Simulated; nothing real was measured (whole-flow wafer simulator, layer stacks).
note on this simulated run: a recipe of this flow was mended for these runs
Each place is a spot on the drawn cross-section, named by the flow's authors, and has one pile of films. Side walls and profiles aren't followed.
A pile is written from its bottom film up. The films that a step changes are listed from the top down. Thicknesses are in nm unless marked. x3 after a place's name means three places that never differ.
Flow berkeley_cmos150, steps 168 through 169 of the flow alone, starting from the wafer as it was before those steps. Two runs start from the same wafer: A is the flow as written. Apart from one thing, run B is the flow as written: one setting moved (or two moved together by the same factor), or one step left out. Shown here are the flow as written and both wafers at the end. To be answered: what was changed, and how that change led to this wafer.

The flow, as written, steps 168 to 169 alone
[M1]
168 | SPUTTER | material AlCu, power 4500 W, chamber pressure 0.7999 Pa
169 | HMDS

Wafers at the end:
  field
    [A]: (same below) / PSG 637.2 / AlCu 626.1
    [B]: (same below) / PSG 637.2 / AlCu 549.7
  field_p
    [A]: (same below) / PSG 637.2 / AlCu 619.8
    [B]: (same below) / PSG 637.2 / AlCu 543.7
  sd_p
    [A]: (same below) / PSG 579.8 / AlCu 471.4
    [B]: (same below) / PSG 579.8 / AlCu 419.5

Cause: step 168, SPUTTER: chamber pressure 1.088 Pa was run, whereas the flow has chamber pressure 0.7999 Pa.

Step by step, how the change led to this:
  168 | SPUTTER | material AlCu, power 4500 W, chamber pressure 0.7999 Pa
      field, sd_n, gate_n, m1: A +626.1 AlCu (new film) | B +549.7 AlCu (new film)
      field_p: A +619.8 AlCu (new film) | B +543.7 AlCu (new film)
      (and at 3 other places as well)
